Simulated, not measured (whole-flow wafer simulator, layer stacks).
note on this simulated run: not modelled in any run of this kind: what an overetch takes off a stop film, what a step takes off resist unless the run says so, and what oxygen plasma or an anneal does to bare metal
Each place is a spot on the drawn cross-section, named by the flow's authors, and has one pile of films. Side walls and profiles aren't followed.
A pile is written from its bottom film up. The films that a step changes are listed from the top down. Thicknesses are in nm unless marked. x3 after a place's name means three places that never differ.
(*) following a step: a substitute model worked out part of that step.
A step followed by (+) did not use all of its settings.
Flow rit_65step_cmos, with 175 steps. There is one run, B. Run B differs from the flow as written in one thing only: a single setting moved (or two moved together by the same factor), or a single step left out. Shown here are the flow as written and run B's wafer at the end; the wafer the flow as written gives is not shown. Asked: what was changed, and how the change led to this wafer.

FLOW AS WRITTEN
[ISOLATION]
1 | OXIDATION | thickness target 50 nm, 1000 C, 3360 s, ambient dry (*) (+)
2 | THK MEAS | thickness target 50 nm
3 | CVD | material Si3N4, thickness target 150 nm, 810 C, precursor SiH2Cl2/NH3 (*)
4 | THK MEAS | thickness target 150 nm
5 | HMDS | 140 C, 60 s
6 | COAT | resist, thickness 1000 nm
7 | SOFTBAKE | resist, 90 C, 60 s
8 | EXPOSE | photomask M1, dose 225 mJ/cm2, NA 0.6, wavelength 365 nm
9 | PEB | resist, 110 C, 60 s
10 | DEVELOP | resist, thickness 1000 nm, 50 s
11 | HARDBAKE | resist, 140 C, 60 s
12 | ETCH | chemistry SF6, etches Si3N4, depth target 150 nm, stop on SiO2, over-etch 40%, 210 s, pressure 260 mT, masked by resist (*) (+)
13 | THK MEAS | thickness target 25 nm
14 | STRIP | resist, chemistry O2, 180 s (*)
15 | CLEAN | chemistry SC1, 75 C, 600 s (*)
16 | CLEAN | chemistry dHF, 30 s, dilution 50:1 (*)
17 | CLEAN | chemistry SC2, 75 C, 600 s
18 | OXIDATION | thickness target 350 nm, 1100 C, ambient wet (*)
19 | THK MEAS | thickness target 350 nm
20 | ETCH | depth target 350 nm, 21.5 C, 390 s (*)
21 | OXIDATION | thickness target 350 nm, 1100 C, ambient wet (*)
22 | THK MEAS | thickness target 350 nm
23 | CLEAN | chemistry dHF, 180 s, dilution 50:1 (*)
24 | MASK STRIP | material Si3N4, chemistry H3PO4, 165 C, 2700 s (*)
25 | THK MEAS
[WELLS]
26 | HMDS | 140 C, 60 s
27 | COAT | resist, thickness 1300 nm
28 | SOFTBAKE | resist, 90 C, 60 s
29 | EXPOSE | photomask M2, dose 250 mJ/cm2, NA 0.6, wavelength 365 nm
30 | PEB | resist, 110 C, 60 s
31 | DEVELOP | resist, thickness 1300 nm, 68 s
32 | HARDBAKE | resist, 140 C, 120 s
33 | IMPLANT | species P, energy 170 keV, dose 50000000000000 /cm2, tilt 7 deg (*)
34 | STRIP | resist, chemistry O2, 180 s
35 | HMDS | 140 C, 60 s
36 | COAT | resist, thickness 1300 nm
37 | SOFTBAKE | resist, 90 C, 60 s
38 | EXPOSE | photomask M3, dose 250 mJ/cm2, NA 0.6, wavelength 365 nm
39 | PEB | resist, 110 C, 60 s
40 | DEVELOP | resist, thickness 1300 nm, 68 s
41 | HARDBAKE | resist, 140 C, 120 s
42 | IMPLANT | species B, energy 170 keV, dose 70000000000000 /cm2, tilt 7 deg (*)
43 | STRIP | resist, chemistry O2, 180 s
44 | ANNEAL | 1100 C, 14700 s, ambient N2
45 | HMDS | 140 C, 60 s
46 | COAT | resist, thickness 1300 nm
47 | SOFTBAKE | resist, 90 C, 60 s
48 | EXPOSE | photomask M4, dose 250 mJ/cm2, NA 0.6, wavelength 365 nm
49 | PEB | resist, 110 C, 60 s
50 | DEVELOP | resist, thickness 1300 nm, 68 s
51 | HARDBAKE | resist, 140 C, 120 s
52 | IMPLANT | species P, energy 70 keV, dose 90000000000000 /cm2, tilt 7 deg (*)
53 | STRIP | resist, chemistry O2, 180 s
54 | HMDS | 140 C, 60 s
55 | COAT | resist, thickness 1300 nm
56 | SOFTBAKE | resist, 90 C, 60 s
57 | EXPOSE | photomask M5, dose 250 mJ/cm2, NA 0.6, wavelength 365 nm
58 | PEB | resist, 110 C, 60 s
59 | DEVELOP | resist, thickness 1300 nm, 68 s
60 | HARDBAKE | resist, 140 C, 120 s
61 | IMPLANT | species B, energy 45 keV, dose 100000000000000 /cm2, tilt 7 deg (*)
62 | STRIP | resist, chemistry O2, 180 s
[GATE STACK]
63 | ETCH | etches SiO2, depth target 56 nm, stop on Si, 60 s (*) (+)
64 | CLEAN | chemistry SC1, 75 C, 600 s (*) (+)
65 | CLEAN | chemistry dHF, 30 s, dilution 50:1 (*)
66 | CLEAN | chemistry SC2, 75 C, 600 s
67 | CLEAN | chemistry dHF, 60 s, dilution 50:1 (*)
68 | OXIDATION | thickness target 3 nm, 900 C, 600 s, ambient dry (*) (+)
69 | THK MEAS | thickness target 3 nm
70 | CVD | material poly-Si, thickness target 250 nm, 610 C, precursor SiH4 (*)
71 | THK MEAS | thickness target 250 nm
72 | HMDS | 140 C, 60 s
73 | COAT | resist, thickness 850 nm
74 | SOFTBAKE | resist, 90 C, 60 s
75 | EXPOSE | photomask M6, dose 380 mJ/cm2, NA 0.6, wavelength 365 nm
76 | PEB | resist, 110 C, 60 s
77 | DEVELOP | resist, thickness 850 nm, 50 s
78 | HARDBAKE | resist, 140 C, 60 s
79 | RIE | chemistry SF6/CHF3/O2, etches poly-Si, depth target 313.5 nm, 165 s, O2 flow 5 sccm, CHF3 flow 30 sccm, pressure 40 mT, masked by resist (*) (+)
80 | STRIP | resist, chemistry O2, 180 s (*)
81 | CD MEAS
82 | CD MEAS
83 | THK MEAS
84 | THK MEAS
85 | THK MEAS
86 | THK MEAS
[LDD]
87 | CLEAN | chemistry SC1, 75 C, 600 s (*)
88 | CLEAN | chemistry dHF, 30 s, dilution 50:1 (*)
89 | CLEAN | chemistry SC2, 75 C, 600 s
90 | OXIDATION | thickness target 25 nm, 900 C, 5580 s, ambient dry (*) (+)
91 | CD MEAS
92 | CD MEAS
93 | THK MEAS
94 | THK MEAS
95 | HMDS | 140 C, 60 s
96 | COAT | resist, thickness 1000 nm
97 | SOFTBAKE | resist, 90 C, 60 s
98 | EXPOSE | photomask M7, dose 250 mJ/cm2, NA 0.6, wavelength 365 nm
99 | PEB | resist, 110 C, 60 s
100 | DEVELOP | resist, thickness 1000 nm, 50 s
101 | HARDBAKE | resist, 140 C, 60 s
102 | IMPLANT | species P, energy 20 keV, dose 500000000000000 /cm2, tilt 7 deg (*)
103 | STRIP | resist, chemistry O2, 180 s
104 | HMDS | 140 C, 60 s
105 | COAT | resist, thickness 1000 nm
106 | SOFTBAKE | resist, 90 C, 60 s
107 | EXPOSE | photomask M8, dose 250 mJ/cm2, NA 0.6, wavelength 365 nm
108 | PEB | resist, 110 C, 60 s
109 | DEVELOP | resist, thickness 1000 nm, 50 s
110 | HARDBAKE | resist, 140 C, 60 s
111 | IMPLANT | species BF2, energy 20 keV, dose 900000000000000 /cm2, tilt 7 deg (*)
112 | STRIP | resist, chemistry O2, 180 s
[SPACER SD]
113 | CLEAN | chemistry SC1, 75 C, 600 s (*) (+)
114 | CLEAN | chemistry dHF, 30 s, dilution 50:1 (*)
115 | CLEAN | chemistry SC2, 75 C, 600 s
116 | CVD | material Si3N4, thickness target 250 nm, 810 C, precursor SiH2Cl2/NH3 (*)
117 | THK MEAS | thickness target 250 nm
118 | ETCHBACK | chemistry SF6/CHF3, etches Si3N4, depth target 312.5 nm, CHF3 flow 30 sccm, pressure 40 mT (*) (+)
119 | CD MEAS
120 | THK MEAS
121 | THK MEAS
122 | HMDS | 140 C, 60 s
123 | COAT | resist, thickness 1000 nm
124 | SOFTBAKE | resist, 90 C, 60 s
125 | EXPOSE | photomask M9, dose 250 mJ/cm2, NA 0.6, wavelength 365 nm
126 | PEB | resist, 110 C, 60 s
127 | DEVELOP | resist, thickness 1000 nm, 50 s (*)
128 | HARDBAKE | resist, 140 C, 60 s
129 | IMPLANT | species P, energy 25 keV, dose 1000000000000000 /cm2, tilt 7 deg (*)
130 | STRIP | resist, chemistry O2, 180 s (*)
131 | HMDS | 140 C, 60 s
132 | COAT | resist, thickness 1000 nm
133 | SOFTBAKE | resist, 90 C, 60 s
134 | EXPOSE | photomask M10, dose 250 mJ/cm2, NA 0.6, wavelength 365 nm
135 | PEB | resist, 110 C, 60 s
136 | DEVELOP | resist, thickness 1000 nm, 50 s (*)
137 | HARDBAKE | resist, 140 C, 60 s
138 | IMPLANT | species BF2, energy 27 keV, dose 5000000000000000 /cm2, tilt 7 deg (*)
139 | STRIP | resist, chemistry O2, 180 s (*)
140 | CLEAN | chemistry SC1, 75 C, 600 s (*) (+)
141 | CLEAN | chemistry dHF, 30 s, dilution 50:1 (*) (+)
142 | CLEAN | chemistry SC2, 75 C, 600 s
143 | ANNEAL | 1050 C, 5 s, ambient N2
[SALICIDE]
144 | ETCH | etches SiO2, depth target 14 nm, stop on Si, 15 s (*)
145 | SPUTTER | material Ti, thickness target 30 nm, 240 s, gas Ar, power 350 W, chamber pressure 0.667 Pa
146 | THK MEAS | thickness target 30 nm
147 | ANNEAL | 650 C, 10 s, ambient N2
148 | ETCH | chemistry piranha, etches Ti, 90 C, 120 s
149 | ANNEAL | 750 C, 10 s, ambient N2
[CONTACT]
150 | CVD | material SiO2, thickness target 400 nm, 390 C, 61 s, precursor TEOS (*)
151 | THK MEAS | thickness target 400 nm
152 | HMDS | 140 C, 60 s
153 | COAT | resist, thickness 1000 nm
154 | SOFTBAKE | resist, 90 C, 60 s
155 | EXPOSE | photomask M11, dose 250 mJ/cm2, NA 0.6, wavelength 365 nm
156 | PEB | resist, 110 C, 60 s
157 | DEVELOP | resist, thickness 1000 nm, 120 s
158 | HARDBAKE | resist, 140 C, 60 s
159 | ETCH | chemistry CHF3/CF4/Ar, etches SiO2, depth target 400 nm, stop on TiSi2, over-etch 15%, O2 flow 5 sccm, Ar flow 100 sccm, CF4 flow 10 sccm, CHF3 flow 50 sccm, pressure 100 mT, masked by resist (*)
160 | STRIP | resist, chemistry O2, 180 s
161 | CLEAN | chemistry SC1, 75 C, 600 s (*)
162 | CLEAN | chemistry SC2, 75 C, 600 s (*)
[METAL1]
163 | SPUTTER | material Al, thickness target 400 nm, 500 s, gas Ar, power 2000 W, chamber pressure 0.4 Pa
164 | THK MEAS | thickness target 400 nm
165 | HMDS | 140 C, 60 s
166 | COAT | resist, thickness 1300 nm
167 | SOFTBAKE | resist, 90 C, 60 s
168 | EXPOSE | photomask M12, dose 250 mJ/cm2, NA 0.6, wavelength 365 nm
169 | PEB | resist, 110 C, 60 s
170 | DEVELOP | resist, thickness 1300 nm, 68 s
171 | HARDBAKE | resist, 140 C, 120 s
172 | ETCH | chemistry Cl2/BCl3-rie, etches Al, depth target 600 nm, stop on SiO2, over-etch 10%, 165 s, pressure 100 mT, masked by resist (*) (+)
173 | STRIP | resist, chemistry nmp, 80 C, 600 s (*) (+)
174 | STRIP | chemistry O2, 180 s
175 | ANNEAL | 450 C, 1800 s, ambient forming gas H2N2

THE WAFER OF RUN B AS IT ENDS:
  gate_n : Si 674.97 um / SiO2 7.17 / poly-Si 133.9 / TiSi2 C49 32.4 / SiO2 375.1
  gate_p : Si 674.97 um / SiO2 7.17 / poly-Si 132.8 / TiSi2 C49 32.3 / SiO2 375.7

The reason: step 145, SPUTTER: thickness target 18 nm was run, though the flow has thickness target 30 nm.

The path from the change to this, step by step:
  145 | SPUTTER | material Ti, thickness target 30 nm, 240 s, gas Ar, power 350 W, chamber pressure 0.667 Pa
      field, field_pw, field_nw, field_p, spacer, spacer_p: Ti gains 18 (new film) (in the flow as written it would be: Ti gains 30 (new film))
      gate_n: Ti gains 16.4 (new film) (in the flow as written it would be: Ti gains 27.3 (new film))
      (as well as at 1 more place)
  147 | ANNEAL | 650 C, 10 s, ambient N2
      gate_n: Ti loses 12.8, TiSi2 C49 gains 32.5 (new film), poly-Si loses 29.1 (in the flow as written it would be: Ti loses 21.3, TiSi first gains 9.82 (new film), TiSi2 C49 gains 39.5 (new film), poly-Si loses 41.9)
      gate_p: Ti loses 12.7, TiSi2 C49 gains 32.4 (new film), poly-Si loses 29 (in the flow as written it would be: Ti loses 21.2, TiSi first gains 9.56 (new film), TiSi2 C49 gains 39.6 (new film), poly-Si loses 41.9)
  148 | ETCH | chemistry piranha, etches Ti, 90 C, 120 s
      gate_n: Ti loses 3.61 (all of it), TiSi2 C49 loses 0.11 (in the flow as written it would be: Ti loses 6 (all of it), TiSi first loses 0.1)
      gate_p: Ti loses 3.59 (all of it), TiSi2 C49 loses 0.11 (in the flow as written it would be: Ti loses 5.97 (all of it), TiSi first loses 0.1)
      (as well as at 6 more places)
  149 | ANNEAL | 750 C, 10 s, ambient N2
      gate_n: nothing (in the flow as written it would be: TiSi2 gains 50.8 (new film), TiSi first loses 9.72 (all of it), TiSi2 C49 loses 39.5 (all of it), poly-Si loses 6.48)
      gate_p: nothing (in the flow as written it would be: TiSi2 gains 50.6 (new film), TiSi first loses 9.46 (all of it), TiSi2 C49 loses 39.6 (all of it), poly-Si loses 6.31)
